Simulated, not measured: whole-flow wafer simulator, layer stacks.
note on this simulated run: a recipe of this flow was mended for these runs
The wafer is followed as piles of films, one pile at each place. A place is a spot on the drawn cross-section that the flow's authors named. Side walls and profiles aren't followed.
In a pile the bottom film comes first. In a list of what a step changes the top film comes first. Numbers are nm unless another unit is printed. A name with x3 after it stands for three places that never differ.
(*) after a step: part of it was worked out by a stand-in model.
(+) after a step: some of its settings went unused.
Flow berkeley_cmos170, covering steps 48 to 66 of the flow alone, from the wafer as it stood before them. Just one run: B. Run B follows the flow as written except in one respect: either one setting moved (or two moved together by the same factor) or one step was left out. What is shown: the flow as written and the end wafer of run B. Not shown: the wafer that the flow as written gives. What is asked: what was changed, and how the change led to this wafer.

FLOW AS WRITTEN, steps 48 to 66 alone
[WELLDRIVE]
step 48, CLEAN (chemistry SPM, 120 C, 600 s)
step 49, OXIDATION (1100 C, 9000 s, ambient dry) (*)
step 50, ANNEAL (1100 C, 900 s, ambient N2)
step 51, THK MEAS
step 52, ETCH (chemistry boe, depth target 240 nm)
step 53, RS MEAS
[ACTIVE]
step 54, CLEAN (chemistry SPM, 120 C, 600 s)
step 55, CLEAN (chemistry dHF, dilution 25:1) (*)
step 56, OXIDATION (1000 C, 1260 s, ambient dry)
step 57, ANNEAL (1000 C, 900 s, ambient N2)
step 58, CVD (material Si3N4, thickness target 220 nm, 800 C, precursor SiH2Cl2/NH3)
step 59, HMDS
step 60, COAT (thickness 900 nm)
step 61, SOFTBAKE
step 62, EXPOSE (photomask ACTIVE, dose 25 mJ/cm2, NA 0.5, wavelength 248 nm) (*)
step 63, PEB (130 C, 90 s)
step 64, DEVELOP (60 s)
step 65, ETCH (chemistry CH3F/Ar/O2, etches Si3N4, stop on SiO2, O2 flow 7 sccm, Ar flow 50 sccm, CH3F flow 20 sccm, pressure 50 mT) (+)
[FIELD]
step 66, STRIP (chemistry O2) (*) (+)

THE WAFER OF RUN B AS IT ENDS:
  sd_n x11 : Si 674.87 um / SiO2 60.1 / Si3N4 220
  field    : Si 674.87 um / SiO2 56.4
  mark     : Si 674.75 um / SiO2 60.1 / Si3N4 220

The reason: step 52, ETCH: depth target 154 nm was run, though the flow has depth target 240 nm.

Step by step, how the change led to this:
  step 52, ETCH (chemistry boe, depth target 240 nm)
      field, mark, sd_n x11: SiO2 loses 154 (it would be, as written: SiO2 loses 197.6 (all of it))
  step 54, CLEAN (chemistry SPM, 120 C, 600 s)
      field, mark, sd_n x11: nothing (it would be, as written: chemical SiO2 gains 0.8 (new film), Si loses 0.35)
  step 55, CLEAN (chemistry dHF, dilution 25:1) (*)
      field, mark, sd_n x11: nothing (it would be, as written: chemical SiO2 loses 0.8 (all of it))
  step 56, OXIDATION (1000 C, 1260 s, ambient dry)
      field, mark, sd_n x11: SiO2 gains 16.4, Si loses 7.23 (it would be, as written: SiO2 gains 26.6 (new film), Si loses 11.7)
